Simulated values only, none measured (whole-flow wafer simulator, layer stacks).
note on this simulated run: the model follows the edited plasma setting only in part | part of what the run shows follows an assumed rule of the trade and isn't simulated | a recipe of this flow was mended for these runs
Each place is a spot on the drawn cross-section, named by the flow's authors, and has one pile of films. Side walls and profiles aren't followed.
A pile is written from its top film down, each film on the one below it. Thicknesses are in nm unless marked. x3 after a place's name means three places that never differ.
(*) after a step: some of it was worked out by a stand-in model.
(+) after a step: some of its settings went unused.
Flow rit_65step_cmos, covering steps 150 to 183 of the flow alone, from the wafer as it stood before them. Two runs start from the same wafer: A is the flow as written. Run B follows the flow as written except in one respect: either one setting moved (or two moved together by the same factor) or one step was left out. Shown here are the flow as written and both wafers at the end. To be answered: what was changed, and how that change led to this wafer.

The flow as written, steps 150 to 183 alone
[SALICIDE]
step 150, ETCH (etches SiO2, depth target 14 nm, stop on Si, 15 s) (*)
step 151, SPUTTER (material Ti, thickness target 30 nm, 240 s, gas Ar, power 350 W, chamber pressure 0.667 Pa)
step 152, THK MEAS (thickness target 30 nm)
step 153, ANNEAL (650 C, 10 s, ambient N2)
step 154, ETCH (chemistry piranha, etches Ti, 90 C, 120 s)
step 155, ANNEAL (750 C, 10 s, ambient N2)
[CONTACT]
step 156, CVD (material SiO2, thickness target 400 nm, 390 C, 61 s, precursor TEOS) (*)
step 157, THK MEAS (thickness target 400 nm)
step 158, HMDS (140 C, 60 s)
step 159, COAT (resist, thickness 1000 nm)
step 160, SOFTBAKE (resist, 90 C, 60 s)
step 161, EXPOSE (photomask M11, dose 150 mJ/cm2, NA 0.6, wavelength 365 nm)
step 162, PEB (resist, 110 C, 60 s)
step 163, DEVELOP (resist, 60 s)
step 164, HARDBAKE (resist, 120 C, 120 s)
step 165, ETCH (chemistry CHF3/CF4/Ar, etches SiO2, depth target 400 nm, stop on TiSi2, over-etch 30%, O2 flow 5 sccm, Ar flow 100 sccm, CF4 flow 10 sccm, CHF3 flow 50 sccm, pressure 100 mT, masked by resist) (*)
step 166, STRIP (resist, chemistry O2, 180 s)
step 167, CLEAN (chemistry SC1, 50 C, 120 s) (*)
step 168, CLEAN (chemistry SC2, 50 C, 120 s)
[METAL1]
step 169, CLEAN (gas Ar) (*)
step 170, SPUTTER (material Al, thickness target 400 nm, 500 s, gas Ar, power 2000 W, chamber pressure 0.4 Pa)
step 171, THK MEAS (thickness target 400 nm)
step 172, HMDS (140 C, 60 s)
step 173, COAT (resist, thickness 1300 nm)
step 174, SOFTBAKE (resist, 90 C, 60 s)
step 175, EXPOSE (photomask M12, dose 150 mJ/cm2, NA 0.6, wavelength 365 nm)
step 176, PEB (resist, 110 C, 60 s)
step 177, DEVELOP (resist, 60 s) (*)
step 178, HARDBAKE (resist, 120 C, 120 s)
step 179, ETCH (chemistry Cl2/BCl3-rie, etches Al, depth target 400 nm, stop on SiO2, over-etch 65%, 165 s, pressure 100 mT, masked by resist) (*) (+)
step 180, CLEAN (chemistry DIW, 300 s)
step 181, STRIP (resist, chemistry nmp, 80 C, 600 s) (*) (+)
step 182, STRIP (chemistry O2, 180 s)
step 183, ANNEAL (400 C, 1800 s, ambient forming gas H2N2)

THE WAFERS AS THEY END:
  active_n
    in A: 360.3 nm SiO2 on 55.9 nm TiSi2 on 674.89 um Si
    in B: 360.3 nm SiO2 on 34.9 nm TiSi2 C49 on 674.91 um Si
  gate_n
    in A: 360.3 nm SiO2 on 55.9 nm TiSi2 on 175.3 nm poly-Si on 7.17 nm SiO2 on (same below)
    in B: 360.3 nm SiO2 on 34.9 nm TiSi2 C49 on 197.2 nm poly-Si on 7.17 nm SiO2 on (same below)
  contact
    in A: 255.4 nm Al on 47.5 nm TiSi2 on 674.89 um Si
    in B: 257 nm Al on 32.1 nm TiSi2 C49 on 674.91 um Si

What caused this: step 151, SPUTTER: power 206 W was run, though the flow has power 350 W.

Step by step, how the change led to this:
  step 151, SPUTTER (material Ti, thickness target 30 nm, 240 s, gas Ar, power 350 W, chamber pressure 0.667 Pa)
      field, field_pw, field_nw and 11 more: A Ti gains 30 (new film) | B Ti gains 17.7 (new film)
  step 153, ANNEAL (650 C, 10 s, ambient N2)
      active_n, active_p, sd_n, sd_p, contact, m1: A Ti loses 23.4, TiSi first gains 15 (new film), TiSi2 C49 gains 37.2 (new film), Si loses 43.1 | B Ti loses 13.8, TiSi2 C49 gains 35 (new film), Si loses 31.3
      gate_n, gate_p: A Ti loses 23.4, TiSi first gains 15 (new film), TiSi2 C49 gains 37.2 (new film), poly-Si loses 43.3 | B Ti loses 13.8, TiSi2 C49 gains 35 (new film), poly-Si loses 31.4
  step 154, ETCH (chemistry piranha, etches Ti, 90 C, 120 s)
      active_n, active_p, gate_n, gate_p, sd_n, sd_p, contact, m1: A Ti loses 6.6 (all of it), TiSi first loses 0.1 | B Ti loses 3.88 (all of it), TiSi2 C49 loses 0.11
      field, field_pw, field_nw, field_p, spacer, spacer_p: A Ti loses 30 (all of it) | B Ti loses 17.7 (all of it)
  step 155, ANNEAL (750 C, 10 s, ambient N2)
      active_n, active_p, sd_n, sd_p, contact, m1: A TiSi2 gains 55.9 (new film), TiSi first loses 14.9 (all of it), TiSi2 C49 loses 37.2 (all of it), Si loses 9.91 | B nothing
      gate_n, gate_p: A TiSi2 gains 55.9 (new film), TiSi first loses 14.9 (all of it), TiSi2 C49 loses 37.2 (all of it), poly-Si loses 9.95 | B nothing
  step 165, ETCH (chemistry CHF3/CF4/Ar, etches SiO2, depth target 400 nm, stop on TiSi2, over-etch 30%, O2 flow 5 sccm, Ar flow 100 sccm, CF4 flow 10 sccm, CHF3 flow 50 sccm, pressure 100 mT, masked by resist) (*)
      contact: A SiO2 loses 400 (all of it), TiSi2 loses 6 | B SiO2 loses 400 (all of it)
  step 169, CLEAN (gas Ar) (*)
      contact: A TiSi2 loses 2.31 | B TiSi2 C49 loses 2.44
